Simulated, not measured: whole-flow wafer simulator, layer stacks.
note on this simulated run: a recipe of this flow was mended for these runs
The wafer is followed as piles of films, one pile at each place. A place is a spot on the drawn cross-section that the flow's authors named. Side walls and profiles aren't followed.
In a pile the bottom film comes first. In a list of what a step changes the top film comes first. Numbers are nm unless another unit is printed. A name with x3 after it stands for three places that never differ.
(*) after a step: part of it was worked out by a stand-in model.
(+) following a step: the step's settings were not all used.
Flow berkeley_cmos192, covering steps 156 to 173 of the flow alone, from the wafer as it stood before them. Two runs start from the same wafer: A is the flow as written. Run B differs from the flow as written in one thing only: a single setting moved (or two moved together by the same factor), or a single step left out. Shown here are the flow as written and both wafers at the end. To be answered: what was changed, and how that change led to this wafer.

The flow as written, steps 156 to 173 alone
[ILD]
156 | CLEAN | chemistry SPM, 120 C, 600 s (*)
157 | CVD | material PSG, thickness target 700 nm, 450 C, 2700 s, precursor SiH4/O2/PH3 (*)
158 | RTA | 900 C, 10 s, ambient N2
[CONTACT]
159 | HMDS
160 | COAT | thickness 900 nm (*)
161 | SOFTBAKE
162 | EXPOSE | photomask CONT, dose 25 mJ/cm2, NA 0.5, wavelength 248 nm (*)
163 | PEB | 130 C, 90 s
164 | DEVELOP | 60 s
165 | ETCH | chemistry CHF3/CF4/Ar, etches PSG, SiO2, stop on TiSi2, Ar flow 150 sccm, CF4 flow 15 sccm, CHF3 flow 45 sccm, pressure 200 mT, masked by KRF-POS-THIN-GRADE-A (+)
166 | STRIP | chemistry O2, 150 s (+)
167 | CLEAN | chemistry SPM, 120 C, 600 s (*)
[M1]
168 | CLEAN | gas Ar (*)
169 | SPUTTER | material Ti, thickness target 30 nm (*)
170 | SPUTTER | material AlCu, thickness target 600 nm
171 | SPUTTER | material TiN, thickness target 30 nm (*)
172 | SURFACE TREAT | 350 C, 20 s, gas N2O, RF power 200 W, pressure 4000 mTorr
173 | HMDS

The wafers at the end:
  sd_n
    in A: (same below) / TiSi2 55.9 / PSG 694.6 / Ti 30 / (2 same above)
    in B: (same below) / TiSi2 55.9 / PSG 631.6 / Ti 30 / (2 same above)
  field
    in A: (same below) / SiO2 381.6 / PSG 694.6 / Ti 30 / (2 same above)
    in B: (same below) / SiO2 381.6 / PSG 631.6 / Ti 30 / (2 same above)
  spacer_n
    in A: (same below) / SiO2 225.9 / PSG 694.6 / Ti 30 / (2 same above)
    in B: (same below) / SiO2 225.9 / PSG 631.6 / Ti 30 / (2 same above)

What caused this: step 157, CVD: thickness target 637 nm was run, while the flow as written has thickness target 700 nm; step 157, CVD: 2457 s was run, where the flow has 2700 s.

The path from the change to this, step by step:
  157 | CVD | material PSG, thickness target 700 nm, 450 C, 2700 s, precursor SiH4/O2/PH3 (*)
      field, sd_n, spacer_n, gate, spacer_p, gate_p, contact, m1: A PSG gains 700 (new film) | B PSG gains 637 (new film)
      sd_p: A PSG gains 668 (new film) | B PSG gains 608.7 (new film)
  165 | ETCH | chemistry CHF3/CF4/Ar, etches PSG, SiO2, stop on TiSi2, Ar flow 150 sccm, CF4 flow 15 sccm, CHF3 flow 45 sccm, pressure 200 mT, masked by KRF-POS-THIN-GRADE-A (+)
      field, sd_n, spacer_n, gate, sd_p, spacer_p, gate_p, m1: A KrF-resist loses 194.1 | B KrF-resist loses 178.3
      contact: A PSG loses 700 (all of it), TiSi2 loses 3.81 | B PSG loses 637 (all of it), TiSi2 loses 3.81
  166 | STRIP | chemistry O2, 150 s (+)
      field: A KrF-resist loses 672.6 (all of it) | B KrF-resist loses 687.5 (all of it)
      spacer_n: A KrF-resist loses 612.8 (all of it) | B KrF-resist loses 627.4 (all of it)
      (as well as at 3 more places)
  169 | SPUTTER | material Ti, thickness target 30 nm (*)
      contact: A Ti gains 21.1 (new film) | B Ti gains 21.8 (new film)
  170 | SPUTTER | material AlCu, thickness target 600 nm
      contact: A AlCu gains 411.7 (new film) | B AlCu gains 427.7 (new film)
  171 | SPUTTER | material TiN, thickness target 30 nm (*)
      contact: A TiN gains 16 (new film) | B TiN gains 16.9 (new film)
